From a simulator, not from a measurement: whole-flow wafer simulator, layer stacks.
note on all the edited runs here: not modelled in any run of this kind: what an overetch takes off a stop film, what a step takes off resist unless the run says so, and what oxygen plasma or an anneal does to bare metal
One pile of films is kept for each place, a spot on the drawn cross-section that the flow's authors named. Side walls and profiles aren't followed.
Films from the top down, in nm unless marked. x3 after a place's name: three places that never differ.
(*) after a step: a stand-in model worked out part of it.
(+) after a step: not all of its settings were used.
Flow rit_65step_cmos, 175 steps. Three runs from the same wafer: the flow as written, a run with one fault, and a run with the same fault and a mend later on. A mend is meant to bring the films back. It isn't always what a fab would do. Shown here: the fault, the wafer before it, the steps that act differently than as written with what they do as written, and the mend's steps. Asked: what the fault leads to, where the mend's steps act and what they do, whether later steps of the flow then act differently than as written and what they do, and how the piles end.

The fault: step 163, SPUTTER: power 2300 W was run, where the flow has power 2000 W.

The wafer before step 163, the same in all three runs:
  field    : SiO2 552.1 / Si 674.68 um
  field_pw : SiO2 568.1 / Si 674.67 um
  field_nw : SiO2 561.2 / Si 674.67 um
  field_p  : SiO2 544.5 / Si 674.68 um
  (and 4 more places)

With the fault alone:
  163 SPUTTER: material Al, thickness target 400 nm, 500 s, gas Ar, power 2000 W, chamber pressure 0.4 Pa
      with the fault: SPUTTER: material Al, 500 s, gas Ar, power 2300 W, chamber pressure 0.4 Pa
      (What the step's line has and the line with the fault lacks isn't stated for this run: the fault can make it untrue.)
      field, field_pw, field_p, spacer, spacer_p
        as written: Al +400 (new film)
        with the fault: Al +460 (new film)
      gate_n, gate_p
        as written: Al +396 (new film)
        with the fault: Al +453.2 (new film)
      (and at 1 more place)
  Later steps of the flow that act differently than as written (3 more steps differ only slightly, by at most 2% or 0.5 nm, whichever is larger, and aren't shown):
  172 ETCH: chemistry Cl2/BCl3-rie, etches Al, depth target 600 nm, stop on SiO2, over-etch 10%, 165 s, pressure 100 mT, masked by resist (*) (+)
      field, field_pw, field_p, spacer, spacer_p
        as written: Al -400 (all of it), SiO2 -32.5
        with the fault: Al -460 (all of it), SiO2 -25
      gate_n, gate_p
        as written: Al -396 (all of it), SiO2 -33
        with the fault: Al -453.2 (all of it), SiO2 -25.9
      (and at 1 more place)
  At the end the piles differ from the flow's by more than 2% or 0.5 nm, whichever is larger, at spacer, spacer_p.
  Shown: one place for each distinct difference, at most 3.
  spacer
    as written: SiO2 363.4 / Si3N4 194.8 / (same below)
    with the fault: SiO2 370.9 / Si3N4 194.8 / (same below)

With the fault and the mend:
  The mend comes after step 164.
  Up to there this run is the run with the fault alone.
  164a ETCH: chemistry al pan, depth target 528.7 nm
      field, field_pw, field_nw, field_p, spacer, spacer_p
        Al -460 (all of it)
      gate_n, gate_p
        Al -453.2 (all of it)
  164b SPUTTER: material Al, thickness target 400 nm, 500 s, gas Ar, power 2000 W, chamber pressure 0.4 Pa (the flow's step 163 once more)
      field, field_pw, field_p, spacer, spacer_p
        Al +400 (new film)
      gate_n, gate_p
        Al +396 (new film)
      field_nw
        Al +397.2 (new film)
  No later step of the flow acts differently than as written at any place that is followed.
  At the end the piles are the same as the flow's at every place that both follow.
